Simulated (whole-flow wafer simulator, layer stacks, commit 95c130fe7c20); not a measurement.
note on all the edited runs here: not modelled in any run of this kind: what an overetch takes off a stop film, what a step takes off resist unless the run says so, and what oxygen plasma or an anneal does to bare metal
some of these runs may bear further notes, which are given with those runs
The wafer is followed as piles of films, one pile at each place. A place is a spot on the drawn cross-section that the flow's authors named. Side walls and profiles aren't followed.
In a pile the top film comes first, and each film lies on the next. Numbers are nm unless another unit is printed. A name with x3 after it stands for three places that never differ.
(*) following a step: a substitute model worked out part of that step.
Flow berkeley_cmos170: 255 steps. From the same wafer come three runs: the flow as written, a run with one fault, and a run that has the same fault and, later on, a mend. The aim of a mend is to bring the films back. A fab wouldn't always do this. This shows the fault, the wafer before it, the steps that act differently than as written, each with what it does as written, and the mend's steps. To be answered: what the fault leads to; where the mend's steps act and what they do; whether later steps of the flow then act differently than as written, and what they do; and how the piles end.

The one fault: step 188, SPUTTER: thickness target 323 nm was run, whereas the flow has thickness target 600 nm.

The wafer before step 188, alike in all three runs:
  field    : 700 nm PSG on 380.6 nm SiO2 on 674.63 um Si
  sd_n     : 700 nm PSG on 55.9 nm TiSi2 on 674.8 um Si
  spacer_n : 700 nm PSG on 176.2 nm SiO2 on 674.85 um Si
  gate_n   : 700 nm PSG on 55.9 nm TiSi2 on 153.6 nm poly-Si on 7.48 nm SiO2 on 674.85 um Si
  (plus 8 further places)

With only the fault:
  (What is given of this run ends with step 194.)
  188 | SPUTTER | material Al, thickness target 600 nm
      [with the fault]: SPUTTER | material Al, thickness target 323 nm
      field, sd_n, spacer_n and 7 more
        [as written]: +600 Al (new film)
        [with the fault]: +323 Al (new film)
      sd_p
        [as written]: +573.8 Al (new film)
        [with the fault]: +301.8 Al (new film)
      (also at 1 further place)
  Steps further on in the flow that do not act as written (2 other steps are not shown; they differ only slightly, by no more than 2% or 0.5 nm, whichever is larger):
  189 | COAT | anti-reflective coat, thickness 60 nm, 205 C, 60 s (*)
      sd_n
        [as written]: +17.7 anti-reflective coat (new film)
        [with the fault]: +10 anti-reflective coat (new film)
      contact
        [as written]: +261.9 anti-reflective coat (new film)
        [with the fault]: +231.5 anti-reflective coat (new film)
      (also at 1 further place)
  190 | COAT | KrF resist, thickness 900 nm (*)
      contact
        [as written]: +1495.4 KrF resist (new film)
        [with the fault]: +1434.3 KrF resist (new film)
  Once step 194 is done, the piles at field, sd_n, spacer_n and 9 more depart from the flow's by more than 2% or 0.5 nm, whichever is larger.
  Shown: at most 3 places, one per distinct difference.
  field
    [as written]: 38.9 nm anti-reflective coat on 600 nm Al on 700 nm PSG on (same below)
    [with the fault]: 38.5 nm anti-reflective coat on 323 nm Al on 700 nm PSG on (same below)
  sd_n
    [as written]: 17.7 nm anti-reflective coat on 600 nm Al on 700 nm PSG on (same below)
    [with the fault]: 10 nm anti-reflective coat on 323 nm Al on 700 nm PSG on (same below)
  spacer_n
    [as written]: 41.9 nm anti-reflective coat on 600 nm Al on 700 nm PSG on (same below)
    [with the fault]: 41.9 nm anti-reflective coat on 323 nm Al on 700 nm PSG on (same below)

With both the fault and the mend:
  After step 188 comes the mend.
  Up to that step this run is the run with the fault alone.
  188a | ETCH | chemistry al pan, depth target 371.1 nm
      field, sd_n, spacer_n and 7 more
        -323 Al (all of it)
      sd_p
        -301.8 Al (all of it)
      contact
        -228.2 Al (all of it)
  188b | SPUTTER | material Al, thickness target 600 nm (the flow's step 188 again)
      field, sd_n, spacer_n and 7 more
        +600 Al (new film)
      sd_p
        +573.8 Al (new film)
      contact
        +415.7 Al (new film)
  Every later step of the flow that is run acts as written at every place that is followed.
  The piles end the same as the flow's at every place that both follow.
